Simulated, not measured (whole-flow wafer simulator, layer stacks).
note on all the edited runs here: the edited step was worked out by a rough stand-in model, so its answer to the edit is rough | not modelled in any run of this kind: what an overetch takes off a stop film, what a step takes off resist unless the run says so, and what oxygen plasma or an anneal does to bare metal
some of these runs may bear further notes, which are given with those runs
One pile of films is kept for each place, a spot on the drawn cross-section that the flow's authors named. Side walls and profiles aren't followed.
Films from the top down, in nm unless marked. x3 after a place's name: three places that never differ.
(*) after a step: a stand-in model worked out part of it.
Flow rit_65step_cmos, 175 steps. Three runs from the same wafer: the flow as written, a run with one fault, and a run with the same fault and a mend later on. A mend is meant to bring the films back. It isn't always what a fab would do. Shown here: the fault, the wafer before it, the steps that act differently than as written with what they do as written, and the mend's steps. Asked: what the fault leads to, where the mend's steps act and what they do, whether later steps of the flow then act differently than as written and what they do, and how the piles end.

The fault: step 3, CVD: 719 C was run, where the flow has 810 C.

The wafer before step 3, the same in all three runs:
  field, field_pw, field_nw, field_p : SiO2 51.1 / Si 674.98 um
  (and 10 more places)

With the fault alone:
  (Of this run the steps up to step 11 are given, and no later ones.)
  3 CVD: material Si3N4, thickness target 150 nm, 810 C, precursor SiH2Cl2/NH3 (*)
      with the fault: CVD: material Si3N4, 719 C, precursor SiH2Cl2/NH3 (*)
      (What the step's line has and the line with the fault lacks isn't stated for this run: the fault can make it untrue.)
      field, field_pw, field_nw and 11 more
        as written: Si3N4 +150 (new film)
        with the fault: Si3N4 +32.6 (new film)
  No later step of the flow up to step 11 acts differently than as written at any place that is followed.
  After step 11 the piles differ from the flow's by more than 2% or 0.5 nm, whichever is larger, at field, field_pw, field_nw and 11 more.
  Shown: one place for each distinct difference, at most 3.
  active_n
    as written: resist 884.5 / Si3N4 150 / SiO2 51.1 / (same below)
    with the fault: resist 884.5 / Si3N4 32.6 / SiO2 51.1 / (same below)
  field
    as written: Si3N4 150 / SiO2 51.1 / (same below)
    with the fault: Si3N4 32.6 / SiO2 51.1 / (same below)

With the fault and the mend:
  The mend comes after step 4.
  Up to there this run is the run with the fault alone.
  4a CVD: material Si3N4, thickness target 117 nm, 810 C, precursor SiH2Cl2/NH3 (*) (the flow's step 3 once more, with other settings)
      field, field_pw, field_nw and 11 more
        Si3N4 +117
  No later step of the flow acts differently than as written, at any place that is followed, by more than 2% or 0.5 nm, whichever is larger.
  At the end the piles differ from the flow's only slightly at the places that both follow, by at most 2% or 0.5 nm, whichever is larger.
